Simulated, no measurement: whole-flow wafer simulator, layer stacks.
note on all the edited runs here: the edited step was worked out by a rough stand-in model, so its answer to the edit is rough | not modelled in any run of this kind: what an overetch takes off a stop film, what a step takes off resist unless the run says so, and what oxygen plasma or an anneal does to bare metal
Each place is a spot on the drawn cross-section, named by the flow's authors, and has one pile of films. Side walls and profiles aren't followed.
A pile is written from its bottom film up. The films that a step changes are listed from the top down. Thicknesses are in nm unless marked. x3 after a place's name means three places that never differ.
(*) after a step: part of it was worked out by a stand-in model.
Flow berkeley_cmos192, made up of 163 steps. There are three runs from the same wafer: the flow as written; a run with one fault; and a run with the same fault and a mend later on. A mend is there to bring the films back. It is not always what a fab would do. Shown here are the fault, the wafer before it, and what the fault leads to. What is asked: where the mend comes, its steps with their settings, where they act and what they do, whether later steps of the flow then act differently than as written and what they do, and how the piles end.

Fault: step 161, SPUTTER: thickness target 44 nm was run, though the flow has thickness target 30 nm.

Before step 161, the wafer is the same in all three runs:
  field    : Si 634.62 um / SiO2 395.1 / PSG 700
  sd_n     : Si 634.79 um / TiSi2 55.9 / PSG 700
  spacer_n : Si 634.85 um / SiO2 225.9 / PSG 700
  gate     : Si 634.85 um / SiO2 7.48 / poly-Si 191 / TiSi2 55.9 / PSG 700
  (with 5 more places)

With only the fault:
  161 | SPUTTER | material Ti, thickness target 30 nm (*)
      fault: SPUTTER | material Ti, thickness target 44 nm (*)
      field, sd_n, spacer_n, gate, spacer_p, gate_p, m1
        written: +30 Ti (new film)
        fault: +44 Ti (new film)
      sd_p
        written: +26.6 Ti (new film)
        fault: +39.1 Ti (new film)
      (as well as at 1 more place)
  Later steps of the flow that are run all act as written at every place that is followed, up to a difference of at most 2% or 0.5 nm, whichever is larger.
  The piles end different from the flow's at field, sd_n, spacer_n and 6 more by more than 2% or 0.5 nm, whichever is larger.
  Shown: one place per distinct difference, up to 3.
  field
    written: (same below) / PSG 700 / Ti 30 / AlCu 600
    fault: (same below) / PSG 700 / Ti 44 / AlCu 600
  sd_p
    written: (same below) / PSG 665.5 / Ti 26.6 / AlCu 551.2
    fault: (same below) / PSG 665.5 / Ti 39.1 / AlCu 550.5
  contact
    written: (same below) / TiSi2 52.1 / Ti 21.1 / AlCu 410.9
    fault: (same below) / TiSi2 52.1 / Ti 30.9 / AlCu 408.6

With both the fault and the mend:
  After step 161 comes the mend.
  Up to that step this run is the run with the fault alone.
  161a | ETCH | chemistry piranha, etches Ti, 120 C, 76 s (a further turn of the flow's step 148, with different settings)
      field, sd_n, spacer_n, gate, spacer_p, gate_p, m1
        -44 Ti (all of it)
      sd_p
        -39.1 Ti (all of it)
      contact
        -30.9 Ti (all of it), -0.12 TiSi2
  161b | SPUTTER | material Ti, thickness target 30 nm (*) (a further turn of the flow's step 161)
      field, sd_n, spacer_n, gate, spacer_p, gate_p, m1
        +30 Ti (new film)
      sd_p
        +26.6 Ti (new film)
      contact
        +21.1 Ti (new film)
  Later steps of the flow that are run all act as written at every place that is followed.
  The piles end only slightly different from the flow's at the places that both follow, by no more than 2% or 0.5 nm, whichever is larger.
